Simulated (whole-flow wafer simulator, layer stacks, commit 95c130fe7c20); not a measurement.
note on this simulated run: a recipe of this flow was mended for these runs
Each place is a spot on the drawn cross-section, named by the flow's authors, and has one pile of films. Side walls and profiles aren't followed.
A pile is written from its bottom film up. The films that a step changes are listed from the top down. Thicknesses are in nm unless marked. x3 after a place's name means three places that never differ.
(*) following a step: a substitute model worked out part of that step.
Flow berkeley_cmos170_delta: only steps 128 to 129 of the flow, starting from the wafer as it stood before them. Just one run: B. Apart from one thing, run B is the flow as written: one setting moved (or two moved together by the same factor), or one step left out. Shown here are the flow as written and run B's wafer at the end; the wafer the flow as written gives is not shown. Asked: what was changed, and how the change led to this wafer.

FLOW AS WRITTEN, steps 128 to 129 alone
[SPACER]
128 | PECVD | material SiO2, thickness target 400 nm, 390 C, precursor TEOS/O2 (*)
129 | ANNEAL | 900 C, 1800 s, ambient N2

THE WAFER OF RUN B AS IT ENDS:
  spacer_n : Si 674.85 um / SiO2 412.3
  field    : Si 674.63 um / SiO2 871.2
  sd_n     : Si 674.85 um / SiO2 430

The reason: step 128, PECVD: thickness target 424 nm was run, though the flow has thickness target 400 nm.

The path from the change to this, step by step:
  128 | PECVD | material SiO2, thickness target 400 nm, 390 C, precursor TEOS/O2 (*)
      field, sd_n, contact, m1: +424 SiO2 (as written it would have been: +400 SiO2)
      spacer_n, sd_p, spacer_p: +406.6 SiO2 (as written it would have been: +383.7 SiO2)
      (as well as at 2 more places)
